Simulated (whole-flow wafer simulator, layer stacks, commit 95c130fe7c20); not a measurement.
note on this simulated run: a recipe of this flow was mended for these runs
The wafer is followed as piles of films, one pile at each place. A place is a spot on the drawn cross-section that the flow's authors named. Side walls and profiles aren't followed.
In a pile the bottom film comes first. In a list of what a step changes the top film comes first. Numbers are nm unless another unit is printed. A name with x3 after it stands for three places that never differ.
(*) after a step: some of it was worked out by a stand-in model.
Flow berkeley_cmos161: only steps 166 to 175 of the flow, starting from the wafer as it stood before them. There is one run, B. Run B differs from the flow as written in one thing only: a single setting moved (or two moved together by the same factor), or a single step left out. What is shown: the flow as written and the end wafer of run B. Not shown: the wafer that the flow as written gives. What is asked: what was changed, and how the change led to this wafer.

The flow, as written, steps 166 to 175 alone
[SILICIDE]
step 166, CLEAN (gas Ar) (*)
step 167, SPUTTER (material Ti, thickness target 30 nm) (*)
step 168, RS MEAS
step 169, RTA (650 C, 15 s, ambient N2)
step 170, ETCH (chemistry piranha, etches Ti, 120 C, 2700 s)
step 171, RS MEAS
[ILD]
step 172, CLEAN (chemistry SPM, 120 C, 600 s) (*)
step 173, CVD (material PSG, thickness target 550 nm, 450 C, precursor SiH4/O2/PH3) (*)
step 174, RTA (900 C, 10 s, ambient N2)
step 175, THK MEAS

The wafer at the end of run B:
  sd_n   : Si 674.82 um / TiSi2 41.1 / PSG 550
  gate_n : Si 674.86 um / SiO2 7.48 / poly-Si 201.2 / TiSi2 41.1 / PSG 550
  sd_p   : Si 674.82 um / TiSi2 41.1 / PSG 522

What caused this: step 167, SPUTTER: thickness target 23 nm was run, while the flow as written has thickness target 30 nm.

Step by step, how the change led to this:
  step 167, SPUTTER (material Ti, thickness target 30 nm) (*)
      field, sd_n, spacer_n, gate_n, sd_p, spacer_p, gate_p, contact x2: +23 Ti (new film) (as written it would have been: +30 Ti (new film))
  step 169, RTA (650 C, 15 s, ambient N2)
      sd_n, sd_p, contact x2: -17.9 Ti, +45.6 TiSi2 C49 (new film), -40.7 Si (as written it would have been: -23.4 Ti, +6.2 TiSi first (new film), +50.3 TiSi2 C49 (new film), -49 Si)
      gate_n, gate_p: -17.9 Ti, +45.6 TiSi2 C49 (new film), -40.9 poly-Si (as written it would have been: -23.4 Ti, +6.2 TiSi first (new film), +50.3 TiSi2 C49 (new film), -49.2 poly-Si)
  step 170, ETCH (chemistry piranha, etches Ti, 120 C, 2700 s)
      sd_n, gate_n, sd_p, gate_p, contact x2: -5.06 Ti (all of it), -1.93 TiSi2 C49 (as written it would have been: -6.6 Ti (all of it), -1.93 TiSi first)
      field, spacer_n, spacer_p: -23 Ti (all of it) (as written it would have been: -30 Ti (all of it))
  step 174, RTA (900 C, 10 s, ambient N2)
      sd_n, sd_p, contact x2: under 1 film: +41.1 TiSi2 (new film), -43.7 TiSi2 C49 (all of it) (as written it would have been: under 1 film: +53.3 TiSi2 (new film), -4.27 TiSi first (all of it), -50.3 TiSi2 C49 (all of it), -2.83 Si)
      gate_n, gate_p: under 1 film: +41.1 TiSi2 (new film), -43.7 TiSi2 C49 (all of it) (as written it would have been: under 1 film: +53.3 TiSi2 (new film), -4.27 TiSi first (all of it), -50.3 TiSi2 C49 (all of it), -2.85 poly-Si)
